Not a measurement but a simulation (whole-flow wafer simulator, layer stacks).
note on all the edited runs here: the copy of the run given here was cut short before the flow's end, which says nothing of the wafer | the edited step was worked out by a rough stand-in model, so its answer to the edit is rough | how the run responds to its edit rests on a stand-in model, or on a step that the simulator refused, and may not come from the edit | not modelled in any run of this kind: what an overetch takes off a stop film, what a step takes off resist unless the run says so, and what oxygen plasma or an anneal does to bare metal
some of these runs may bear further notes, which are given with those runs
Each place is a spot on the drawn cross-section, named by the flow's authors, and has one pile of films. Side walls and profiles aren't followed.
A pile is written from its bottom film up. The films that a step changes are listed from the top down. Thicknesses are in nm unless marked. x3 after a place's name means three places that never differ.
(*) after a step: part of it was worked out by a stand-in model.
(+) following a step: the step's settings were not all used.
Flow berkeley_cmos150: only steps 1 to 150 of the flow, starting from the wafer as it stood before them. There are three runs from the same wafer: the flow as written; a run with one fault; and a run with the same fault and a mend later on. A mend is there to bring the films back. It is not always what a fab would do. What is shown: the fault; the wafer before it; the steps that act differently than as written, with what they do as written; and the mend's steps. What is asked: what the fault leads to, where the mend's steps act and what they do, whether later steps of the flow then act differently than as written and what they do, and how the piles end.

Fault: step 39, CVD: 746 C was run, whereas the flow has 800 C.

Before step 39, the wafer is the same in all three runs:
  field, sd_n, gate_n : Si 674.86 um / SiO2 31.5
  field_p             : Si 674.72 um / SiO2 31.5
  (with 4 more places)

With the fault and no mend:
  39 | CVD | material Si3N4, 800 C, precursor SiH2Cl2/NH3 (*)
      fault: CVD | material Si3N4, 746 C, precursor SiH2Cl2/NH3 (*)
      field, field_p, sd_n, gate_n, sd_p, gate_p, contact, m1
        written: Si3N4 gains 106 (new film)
        fault: Si3N4 gains 50.9 (new film)
  Steps later in the flow that act otherwise than as written (not shown: 29 more steps that differ only slightly, by at most 2% or 0.5 nm, whichever is larger):
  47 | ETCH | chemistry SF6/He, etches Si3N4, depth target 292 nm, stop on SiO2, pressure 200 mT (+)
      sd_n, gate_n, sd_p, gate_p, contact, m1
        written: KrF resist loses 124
        fault: KrF resist loses 64
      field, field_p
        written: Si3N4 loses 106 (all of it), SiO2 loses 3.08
        fault: Si3N4 loses 50.9 (all of it), SiO2 loses 3.08
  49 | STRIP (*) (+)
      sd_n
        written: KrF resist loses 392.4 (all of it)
        fault: KrF resist loses 452.3 (all of it)
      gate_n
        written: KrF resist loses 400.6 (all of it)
        fault: KrF resist loses 460.6 (all of it)
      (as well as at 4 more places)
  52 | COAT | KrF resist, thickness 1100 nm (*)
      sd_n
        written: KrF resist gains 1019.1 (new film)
        fault: KrF resist gains 1050.8 (new film)
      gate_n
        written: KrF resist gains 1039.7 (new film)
        fault: KrF resist gains 1065.1 (new film)
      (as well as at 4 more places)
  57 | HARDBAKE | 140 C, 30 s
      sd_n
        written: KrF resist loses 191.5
        fault: KrF resist loses 197.4
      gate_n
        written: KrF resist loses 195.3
        fault: KrF resist loses 199.9
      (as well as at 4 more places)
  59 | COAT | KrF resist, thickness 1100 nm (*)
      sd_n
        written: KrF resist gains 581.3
        fault: KrF resist gains 595.9
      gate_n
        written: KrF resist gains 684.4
        fault: KrF resist gains 699.8
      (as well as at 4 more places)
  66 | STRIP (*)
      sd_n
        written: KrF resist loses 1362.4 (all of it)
        fault: KrF resist loses 1402.3 (all of it)
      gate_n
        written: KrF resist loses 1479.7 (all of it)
        fault: KrF resist loses 1515.4 (all of it)
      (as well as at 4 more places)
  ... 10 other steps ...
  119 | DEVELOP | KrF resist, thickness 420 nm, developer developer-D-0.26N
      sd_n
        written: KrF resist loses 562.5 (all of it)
        fault: KrF resist loses 549.1 (all of it)
  The piles end different from the flow's at sd_n by more than 2% or 0.5 nm, whichever is larger.
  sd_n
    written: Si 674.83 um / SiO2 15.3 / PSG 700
    fault: Si 674.82 um / SiO2 37.2 / PSG 700

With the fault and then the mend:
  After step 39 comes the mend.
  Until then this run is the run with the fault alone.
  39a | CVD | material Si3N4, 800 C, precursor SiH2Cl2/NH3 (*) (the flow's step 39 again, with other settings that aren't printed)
      field, field_p, sd_n, gate_n, sd_p, gate_p, contact, m1
        Si3N4 gains 55.2
  Later steps of the flow that are run all act as written at every place that is followed.
  The piles end the same as the flow's at every place that both follow.
